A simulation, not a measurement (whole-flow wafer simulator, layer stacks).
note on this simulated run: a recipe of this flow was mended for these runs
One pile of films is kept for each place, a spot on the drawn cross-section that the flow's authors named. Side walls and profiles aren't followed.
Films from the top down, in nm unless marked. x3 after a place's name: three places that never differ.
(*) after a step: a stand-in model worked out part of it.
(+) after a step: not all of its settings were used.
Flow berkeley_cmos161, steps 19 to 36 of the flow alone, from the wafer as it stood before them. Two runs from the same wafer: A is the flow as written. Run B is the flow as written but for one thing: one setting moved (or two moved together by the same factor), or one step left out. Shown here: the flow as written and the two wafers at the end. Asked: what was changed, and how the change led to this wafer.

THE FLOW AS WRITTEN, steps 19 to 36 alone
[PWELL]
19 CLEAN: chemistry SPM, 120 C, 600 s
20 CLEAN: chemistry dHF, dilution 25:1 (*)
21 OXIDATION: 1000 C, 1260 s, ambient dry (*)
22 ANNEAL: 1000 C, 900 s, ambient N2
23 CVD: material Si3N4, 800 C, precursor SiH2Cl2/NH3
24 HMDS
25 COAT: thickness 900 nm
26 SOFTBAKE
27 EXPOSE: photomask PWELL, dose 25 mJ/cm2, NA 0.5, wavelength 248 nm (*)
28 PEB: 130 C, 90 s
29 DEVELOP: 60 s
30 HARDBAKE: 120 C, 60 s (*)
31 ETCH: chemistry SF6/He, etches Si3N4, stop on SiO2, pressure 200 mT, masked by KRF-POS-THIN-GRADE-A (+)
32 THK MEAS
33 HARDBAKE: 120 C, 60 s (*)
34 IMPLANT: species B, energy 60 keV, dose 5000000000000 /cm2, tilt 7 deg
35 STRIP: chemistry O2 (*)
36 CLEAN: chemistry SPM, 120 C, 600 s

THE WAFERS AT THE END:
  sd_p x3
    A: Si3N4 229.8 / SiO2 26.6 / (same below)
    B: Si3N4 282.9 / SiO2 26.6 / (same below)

The cause: step 23, CVD: 823 C was run, where the flow has 800 C.

How the change led to this, step by step:
  23 CVD: material Si3N4, 800 C, precursor SiH2Cl2/NH3
      field x6, sd_p x3: A Si3N4 +229.8 (new film) | B Si3N4 +282.9 (new film)
  31 ETCH: chemistry SF6/He, etches Si3N4, stop on SiO2, pressure 200 mT, masked by KRF-POS-THIN-GRADE-A (+)
      field x6: A Si3N4 -229.8 (all of it), SiO2 -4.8 | B Si3N4 -282.9 (all of it), SiO2 -4.8
      sd_p x3: A KrF-resist -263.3 | B KrF-resist -321
  35 STRIP: chemistry O2 (*)
      sd_p x3: A KrF-resist -619.6 (all of it) | B KrF-resist -561.9 (all of it)
